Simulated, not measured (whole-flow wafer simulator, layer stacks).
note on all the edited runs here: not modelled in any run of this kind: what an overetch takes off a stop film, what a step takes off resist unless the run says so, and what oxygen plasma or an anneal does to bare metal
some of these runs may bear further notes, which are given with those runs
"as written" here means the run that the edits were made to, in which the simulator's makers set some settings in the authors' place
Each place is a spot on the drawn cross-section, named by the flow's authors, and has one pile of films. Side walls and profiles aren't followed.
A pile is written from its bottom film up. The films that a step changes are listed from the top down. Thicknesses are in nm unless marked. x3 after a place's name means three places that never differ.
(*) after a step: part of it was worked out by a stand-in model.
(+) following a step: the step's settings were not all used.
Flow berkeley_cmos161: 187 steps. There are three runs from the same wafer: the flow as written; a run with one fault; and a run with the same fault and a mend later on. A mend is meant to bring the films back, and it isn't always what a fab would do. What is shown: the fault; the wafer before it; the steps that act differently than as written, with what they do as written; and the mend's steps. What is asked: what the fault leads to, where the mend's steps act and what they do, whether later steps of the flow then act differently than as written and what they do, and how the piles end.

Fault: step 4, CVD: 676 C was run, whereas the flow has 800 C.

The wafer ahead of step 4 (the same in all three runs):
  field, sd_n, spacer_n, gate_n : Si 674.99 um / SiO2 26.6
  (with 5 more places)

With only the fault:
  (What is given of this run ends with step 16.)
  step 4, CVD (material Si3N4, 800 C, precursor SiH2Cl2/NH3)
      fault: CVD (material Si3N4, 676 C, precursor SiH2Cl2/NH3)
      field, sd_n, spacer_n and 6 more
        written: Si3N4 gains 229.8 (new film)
        fault: Si3N4 gains 27.3 (new film)
  Steps further on in the flow that do not act as written (1 other step is not shown; it differs only slightly, by no more than 2% or 0.5 nm, whichever is larger):
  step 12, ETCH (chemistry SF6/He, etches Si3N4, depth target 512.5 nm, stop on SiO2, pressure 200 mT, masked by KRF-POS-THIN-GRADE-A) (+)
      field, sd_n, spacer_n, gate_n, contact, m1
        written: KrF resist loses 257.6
        fault: KrF resist loses 37.5
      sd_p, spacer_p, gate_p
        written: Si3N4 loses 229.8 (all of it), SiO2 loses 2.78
        fault: Si3N4 loses 27.3 (all of it), SiO2 loses 2.78
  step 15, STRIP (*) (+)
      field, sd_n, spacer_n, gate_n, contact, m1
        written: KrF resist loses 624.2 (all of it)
        fault: KrF resist loses 844.1 (all of it)
  Once step 16 is done, the piles at field, sd_n, spacer_n, gate_n, contact, m1 depart from the flow's by more than 2% or 0.5 nm, whichever is larger.
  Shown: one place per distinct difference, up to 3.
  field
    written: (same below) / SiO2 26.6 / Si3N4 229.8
    fault: (same below) / SiO2 26.6 / Si3N4 27.3

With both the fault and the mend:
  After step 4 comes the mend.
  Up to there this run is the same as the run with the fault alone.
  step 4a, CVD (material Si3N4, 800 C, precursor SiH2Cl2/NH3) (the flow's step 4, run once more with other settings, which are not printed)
      field, sd_n, spacer_n and 6 more
        Si3N4 gains 202.5
  None of the later steps of the flow acts differently than as written at any place that is followed.
  By the end, the piles equal the flow's at every place that both follow.
